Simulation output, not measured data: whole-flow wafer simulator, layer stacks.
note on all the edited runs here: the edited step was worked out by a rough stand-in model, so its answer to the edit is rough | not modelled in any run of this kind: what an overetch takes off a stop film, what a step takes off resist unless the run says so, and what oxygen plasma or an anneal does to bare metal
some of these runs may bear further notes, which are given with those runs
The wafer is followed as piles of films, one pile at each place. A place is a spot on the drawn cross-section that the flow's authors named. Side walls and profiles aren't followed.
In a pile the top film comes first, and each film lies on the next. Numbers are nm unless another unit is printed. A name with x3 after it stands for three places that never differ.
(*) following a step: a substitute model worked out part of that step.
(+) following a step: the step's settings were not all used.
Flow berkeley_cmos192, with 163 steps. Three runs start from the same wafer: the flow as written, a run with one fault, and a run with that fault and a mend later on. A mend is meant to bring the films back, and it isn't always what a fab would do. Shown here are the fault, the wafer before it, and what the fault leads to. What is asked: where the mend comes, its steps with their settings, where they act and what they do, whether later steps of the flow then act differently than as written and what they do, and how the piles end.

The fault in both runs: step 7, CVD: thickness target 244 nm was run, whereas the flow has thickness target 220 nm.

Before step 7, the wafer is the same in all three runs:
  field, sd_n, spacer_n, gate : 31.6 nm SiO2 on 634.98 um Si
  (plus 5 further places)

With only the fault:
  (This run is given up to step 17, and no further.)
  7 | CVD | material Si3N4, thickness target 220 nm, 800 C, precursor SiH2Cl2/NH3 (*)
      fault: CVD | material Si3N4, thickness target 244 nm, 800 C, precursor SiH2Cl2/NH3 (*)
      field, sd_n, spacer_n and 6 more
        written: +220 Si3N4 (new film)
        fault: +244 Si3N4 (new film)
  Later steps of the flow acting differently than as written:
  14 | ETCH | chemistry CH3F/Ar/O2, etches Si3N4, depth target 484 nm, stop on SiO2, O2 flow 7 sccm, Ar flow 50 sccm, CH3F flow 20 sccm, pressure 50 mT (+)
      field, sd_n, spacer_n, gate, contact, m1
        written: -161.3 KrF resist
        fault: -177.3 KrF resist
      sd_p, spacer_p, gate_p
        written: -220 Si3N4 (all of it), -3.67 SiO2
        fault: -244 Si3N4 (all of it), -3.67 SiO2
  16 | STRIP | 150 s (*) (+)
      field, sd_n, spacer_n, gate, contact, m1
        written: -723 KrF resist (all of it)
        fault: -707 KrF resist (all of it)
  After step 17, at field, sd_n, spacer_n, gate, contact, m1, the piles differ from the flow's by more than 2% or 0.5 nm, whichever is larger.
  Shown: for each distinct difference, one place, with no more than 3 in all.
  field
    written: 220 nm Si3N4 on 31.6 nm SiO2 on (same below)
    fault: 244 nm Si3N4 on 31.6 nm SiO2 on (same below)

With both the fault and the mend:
  After step 7 comes the mend.
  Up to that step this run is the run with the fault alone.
  7a | ETCH | chemistry h3po4, depth target 24 nm
      field, sd_n, spacer_n and 6 more
        -24 Si3N4
  None of the later steps of the flow acts differently than as written at any place that is followed.
  The piles end the same as the flow's at every place that both follow.
